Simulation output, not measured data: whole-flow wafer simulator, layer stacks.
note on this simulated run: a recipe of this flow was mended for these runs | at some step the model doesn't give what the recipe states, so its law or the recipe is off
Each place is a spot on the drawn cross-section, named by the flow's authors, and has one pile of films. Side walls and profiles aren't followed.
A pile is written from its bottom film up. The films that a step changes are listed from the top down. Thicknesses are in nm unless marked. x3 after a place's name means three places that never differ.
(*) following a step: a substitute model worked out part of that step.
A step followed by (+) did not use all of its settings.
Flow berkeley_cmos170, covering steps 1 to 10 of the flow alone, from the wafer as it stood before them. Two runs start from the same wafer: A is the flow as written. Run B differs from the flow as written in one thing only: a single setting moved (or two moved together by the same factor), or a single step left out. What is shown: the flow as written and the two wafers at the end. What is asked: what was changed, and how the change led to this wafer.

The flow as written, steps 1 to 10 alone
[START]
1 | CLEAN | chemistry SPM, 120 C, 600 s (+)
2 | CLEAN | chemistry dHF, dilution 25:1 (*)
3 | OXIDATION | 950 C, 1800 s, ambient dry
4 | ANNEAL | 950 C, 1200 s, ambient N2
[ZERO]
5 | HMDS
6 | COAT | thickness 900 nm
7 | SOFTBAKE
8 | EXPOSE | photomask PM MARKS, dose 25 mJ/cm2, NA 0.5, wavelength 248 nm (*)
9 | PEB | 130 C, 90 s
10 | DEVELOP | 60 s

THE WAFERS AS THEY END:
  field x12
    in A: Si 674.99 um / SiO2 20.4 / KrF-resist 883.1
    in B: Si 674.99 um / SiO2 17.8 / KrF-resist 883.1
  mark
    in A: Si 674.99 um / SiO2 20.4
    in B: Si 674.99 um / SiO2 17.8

What caused this: step 3, OXIDATION: 1440 s was run, while the flow as written has 1800 s.

Step by step, how the change led to this:
  3 | OXIDATION | 950 C, 1800 s, ambient dry
      field x12, mark: A +20.4 SiO2 (new film), -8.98 Si | B +17.8 SiO2 (new film), -7.84 Si
